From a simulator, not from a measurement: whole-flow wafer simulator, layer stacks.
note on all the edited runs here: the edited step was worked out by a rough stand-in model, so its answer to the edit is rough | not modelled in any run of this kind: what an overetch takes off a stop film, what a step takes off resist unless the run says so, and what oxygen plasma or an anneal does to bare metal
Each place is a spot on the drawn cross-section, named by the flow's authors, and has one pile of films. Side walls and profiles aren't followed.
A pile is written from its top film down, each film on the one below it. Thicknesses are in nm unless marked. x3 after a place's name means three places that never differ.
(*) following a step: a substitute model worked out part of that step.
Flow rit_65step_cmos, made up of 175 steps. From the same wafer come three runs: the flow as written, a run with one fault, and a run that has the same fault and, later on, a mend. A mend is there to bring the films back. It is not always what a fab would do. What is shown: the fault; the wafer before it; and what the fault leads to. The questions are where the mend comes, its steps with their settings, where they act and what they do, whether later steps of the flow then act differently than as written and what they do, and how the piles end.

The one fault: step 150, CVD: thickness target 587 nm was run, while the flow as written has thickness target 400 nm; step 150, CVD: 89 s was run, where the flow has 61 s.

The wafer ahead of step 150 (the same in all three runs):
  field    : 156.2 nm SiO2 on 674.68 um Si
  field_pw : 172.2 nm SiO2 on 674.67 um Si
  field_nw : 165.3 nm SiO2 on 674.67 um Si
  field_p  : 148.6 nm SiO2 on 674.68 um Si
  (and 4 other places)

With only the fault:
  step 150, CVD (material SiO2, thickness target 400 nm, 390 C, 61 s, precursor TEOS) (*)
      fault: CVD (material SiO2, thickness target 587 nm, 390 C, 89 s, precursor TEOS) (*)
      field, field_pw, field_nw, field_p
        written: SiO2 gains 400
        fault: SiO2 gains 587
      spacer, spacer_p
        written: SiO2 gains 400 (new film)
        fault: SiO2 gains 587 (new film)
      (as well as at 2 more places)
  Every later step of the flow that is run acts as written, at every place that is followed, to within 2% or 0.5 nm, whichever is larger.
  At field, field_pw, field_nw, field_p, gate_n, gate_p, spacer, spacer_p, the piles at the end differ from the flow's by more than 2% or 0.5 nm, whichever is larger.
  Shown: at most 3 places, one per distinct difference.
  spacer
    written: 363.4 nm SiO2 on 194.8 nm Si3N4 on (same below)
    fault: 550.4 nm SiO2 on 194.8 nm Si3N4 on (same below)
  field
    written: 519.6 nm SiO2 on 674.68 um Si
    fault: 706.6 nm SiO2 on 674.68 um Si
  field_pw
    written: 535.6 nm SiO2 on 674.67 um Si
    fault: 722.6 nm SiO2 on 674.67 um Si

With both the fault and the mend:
  The mend follows step 151.
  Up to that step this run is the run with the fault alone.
  step 151a, ETCH (chemistry boe, depth target 189.3 nm)
      field, field_pw, field_nw, field_p, gate_n, gate_p, spacer, spacer_p
        SiO2 loses 189.3
  Every later step of the flow that is run acts as written, at every place that is followed, to within 2% or 0.5 nm, whichever is larger.
  When the end is reached, the piles differ only a little from the flow's at the places that both follow, at most by 2% or 0.5 nm, whichever is larger.
